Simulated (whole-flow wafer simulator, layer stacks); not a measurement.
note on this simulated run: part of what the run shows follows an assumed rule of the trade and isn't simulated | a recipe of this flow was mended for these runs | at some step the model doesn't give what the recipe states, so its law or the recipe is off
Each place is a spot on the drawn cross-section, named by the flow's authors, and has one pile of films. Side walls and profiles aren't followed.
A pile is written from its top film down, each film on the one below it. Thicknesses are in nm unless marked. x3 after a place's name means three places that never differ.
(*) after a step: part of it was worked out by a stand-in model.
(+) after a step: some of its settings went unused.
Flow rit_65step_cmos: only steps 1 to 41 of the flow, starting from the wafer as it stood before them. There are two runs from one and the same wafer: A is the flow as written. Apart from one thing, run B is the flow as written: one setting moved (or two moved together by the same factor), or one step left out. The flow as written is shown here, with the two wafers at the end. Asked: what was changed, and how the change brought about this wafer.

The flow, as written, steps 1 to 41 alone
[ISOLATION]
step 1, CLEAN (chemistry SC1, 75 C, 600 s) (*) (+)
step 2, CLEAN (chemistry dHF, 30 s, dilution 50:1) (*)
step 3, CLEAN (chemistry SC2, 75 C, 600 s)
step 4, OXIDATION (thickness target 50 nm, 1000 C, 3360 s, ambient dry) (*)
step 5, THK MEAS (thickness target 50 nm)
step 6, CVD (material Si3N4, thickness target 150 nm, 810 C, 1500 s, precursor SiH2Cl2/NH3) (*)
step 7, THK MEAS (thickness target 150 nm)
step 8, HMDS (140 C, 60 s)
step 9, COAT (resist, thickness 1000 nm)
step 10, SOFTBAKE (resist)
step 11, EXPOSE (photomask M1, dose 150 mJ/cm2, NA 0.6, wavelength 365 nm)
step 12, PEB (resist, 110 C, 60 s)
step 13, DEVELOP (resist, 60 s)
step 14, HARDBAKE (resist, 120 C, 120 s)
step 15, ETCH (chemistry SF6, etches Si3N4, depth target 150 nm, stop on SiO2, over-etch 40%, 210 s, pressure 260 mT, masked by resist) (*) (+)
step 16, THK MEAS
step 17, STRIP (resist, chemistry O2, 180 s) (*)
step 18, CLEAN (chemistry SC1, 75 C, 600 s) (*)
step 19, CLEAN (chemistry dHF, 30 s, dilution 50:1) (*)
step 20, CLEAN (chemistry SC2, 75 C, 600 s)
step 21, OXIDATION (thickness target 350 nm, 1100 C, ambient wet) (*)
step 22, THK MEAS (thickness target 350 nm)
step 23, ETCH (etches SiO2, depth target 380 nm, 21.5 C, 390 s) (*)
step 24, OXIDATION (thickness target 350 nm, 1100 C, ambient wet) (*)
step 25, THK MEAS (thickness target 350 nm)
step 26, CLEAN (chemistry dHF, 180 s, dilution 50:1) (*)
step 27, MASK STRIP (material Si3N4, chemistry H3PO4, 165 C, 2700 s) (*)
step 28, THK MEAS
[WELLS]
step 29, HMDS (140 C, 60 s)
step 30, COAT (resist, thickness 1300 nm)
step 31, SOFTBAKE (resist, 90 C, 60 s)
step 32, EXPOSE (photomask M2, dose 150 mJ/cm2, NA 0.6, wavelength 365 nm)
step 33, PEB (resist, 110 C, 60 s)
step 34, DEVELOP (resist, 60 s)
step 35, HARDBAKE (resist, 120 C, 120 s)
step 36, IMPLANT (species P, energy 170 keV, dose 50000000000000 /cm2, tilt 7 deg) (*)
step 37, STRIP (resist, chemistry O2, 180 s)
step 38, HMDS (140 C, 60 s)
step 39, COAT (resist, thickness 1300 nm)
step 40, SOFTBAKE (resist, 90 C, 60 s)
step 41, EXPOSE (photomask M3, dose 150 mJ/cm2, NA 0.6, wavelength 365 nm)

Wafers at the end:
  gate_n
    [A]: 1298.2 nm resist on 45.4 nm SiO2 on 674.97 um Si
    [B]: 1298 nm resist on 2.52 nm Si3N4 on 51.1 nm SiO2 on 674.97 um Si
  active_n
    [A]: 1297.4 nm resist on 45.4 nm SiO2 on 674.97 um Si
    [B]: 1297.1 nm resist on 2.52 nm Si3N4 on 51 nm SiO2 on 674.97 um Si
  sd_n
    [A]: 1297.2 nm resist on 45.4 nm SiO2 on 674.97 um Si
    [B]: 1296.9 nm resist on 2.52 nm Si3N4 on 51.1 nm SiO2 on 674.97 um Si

Cause: step 27, MASK STRIP: 1249 s was run, though the flow has 2700 s.

How this came from the change, step by step:
  step 27, MASK STRIP (material Si3N4, chemistry H3PO4, 165 C, 2700 s) (*)
      active_n, active_p, gate_n and 7 more: A Si3N4 loses 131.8 (all of it), SiO2 loses 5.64 | B Si3N4 loses 129.3
      field, field_pw, field_nw, field_p: A SiO2 loses 10.7 | B SiO2 loses 4.94
